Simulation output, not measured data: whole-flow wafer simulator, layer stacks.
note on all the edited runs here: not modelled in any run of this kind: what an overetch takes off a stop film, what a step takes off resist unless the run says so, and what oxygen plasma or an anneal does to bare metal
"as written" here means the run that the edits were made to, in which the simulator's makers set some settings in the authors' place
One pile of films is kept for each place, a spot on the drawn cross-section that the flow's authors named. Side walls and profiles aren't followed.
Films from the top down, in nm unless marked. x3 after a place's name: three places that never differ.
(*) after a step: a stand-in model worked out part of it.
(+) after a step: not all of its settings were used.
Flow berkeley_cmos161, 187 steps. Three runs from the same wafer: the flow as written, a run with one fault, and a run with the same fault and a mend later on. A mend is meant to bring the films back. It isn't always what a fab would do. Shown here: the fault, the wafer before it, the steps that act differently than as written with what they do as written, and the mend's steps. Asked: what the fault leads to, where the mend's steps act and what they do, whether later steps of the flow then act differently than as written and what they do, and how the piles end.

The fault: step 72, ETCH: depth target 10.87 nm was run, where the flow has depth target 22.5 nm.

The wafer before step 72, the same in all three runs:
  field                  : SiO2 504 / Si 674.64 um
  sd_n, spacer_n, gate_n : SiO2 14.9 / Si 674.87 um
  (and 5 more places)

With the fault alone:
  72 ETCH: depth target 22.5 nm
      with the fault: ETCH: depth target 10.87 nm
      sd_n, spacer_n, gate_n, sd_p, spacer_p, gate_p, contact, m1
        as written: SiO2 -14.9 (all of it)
        with the fault: SiO2 -10.9
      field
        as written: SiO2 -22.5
        with the fault: SiO2 -10.9
  Later steps of the flow that act differently than as written (45 more steps differ only slightly, by at most 2% or 0.5 nm, whichever is larger, and aren't shown):
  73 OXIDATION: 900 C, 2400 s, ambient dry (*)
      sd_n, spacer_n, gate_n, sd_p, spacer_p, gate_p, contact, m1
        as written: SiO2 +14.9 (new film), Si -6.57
        with the fault: SiO2 +11.8, Si -5.19
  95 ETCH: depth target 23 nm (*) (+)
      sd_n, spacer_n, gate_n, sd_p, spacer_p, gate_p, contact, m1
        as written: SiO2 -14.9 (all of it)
        with the fault: SiO2 -15.9 (all of it)
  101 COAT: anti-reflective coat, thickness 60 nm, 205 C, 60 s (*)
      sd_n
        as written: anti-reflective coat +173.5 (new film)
        with the fault: anti-reflective coat +181.8 (new film)
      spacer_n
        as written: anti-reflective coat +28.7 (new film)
        with the fault: anti-reflective coat +26.8 (new film)
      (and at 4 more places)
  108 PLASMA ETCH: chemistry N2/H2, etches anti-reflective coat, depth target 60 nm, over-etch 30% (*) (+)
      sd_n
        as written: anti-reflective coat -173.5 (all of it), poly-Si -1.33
        with the fault: anti-reflective coat -181.8 (all of it), poly-Si -1.4
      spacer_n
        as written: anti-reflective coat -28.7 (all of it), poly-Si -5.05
        with the fault: anti-reflective coat -26.8 (all of it), poly-Si -5.37
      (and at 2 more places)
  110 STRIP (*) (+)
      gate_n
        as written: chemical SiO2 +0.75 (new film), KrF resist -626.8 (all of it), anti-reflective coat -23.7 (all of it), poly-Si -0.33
        with the fault: chemical SiO2 +0.75 (new film), KrF resist -633.6 (all of it), anti-reflective coat -21.8 (all of it), poly-Si -0.33
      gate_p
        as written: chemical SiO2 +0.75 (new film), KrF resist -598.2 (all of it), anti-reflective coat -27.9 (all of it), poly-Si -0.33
        with the fault: chemical SiO2 +0.75 (new film), KrF resist -602.2 (all of it), anti-reflective coat -26.9 (all of it), poly-Si -0.33
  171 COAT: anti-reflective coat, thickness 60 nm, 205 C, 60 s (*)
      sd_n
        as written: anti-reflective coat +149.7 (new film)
        with the fault: anti-reflective coat +158.1 (new film)
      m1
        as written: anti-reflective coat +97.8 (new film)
        with the fault: anti-reflective coat +100.3 (new film)
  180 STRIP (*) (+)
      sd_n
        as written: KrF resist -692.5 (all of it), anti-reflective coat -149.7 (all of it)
        with the fault: KrF resist -690.6 (all of it), anti-reflective coat -158.1 (all of it)
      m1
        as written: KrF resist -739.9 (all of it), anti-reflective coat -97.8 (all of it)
        with the fault: KrF resist -743.6 (all of it), anti-reflective coat -100.3 (all of it)
  At the end the piles differ from the flow's by more than 2% or 0.5 nm, whichever is larger, at field.
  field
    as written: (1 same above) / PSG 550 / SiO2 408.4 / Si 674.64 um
    with the fault: (1 same above) / PSG 550 / SiO2 420 / Si 674.64 um

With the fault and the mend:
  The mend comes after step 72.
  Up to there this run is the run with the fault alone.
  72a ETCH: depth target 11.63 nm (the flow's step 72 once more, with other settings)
      sd_n, spacer_n, gate_n, sd_p, spacer_p, gate_p, contact, m1
        SiO2 -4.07 (all of it)
      field
        SiO2 -11.6
  No later step of the flow acts differently than as written at any place that is followed.
  At the end the piles are the same as the flow's at every place that both follow.
